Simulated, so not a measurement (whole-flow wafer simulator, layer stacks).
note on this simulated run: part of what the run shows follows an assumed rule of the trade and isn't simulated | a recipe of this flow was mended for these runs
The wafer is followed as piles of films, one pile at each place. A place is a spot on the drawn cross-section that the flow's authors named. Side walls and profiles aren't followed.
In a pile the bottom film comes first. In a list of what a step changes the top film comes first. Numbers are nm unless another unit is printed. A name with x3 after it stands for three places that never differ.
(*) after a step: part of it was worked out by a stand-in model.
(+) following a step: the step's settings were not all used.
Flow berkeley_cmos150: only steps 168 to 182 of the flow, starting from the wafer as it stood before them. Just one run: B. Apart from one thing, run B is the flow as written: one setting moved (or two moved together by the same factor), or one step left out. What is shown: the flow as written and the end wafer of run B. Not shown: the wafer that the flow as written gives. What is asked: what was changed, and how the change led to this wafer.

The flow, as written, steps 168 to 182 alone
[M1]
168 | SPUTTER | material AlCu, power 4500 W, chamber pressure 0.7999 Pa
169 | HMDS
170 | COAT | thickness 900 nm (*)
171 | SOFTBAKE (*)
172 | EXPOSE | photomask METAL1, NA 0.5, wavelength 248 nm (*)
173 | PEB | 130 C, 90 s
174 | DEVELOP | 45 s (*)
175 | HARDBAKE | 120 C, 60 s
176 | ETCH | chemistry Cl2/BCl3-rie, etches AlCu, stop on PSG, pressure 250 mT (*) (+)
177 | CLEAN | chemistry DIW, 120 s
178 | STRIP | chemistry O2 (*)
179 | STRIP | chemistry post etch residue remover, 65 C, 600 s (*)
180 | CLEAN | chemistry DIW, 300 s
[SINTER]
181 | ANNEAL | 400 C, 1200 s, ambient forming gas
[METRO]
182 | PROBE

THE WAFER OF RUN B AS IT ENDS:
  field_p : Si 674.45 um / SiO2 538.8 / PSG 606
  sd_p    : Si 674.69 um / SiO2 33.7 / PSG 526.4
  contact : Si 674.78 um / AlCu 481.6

Cause: step 168, SPUTTER: chamber pressure 0.5959 Pa was run, while the flow as written has chamber pressure 0.7999 Pa.

Step by step, how the change led to this:
  168 | SPUTTER | material AlCu, power 4500 W, chamber pressure 0.7999 Pa
      field, sd_n, gate_n, gate_p, m1: +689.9 AlCu (new film) (in the flow as written it would be: +626.1 AlCu (new film))
      field_p: +689.9 AlCu (new film) (in the flow as written it would be: +619.8 AlCu (new film))
      (and at 2 other places as well)
  176 | ETCH | chemistry Cl2/BCl3-rie, etches AlCu, stop on PSG, pressure 250 mT (*) (+)
      field, sd_n, gate_n, gate_p: -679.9 AlCu (all of it), -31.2 PSG (in the flow as written it would be: -616.1 AlCu (all of it), -31.2 PSG)
      contact, m1: -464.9 thick-KrF-resist (in the flow as written it would be: -433.1 thick-KrF-resist)
      (and at 2 other places as well)
  178 | STRIP | chemistry O2 (*)
      m1: -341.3 thick-KrF-resist (all of it) (in the flow as written it would be: -373.8 thick-KrF-resist (all of it))
